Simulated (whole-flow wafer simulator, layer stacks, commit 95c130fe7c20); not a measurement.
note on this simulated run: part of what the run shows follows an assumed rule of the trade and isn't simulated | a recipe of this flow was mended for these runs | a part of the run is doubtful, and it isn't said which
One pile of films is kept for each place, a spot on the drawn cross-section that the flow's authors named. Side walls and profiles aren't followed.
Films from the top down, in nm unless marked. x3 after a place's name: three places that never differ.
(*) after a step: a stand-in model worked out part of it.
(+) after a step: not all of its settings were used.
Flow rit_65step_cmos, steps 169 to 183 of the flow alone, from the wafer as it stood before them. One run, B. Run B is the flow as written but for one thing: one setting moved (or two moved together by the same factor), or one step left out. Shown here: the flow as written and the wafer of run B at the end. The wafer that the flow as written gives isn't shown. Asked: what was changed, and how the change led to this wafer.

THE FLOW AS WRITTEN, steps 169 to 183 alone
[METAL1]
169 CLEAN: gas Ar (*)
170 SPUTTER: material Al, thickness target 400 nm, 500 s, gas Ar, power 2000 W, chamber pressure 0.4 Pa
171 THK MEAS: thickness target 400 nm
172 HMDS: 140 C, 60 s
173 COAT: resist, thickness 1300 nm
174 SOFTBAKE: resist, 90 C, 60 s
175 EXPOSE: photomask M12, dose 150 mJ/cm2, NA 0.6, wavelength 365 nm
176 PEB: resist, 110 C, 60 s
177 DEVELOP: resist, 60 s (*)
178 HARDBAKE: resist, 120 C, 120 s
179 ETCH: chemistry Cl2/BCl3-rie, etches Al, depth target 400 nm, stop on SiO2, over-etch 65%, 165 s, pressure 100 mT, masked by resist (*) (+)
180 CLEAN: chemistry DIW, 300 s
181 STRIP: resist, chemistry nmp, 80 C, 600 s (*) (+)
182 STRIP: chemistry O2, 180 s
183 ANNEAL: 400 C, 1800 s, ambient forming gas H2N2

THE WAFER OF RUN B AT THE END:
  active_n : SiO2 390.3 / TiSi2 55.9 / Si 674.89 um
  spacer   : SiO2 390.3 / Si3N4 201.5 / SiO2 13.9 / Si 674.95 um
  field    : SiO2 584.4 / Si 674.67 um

The cause: step 170, SPUTTER: thickness target 640 nm was run, where the flow has thickness target 400 nm; step 170, SPUTTER: 800 s was run, where the flow has 500 s.

How the change led to this, step by step:
  170 SPUTTER: material Al, thickness target 400 nm, 500 s, gas Ar, power 2000 W, chamber pressure 0.4 Pa
      field, field_pw, field_nw and 10 more: Al +640 (new film) (as written it would be: Al +400 (new film))
      contact: Al +384.7 (new film) (as written it would be: Al +255.4 (new film))
  173 COAT: resist, thickness 1300 nm
      contact: resist +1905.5 (new film) (as written it would be: resist +1785.1 (new film))
  176 PEB: resist, 110 C, 60 s
      contact: resist -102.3 (as written it would be: resist -95.5)
  178 HARDBAKE: resist, 120 C, 120 s
      contact: resist -66.9 (as written it would be: resist -62.1)
  179 ETCH: chemistry Cl2/BCl3-rie, etches Al, depth target 400 nm, stop on SiO2, over-etch 65%, 165 s, pressure 100 mT, masked by resist (*) (+)
      field, field_pw, field_nw and 9 more: Al -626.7 (all of it), SiO2 -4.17 (as written it would be: Al -386.7 (all of it), SiO2 -34.2)
  181 STRIP: resist, chemistry nmp, 80 C, 600 s (*) (+)
      contact: resist -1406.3 (all of it) (as written it would be: resist -1297.5 (all of it))
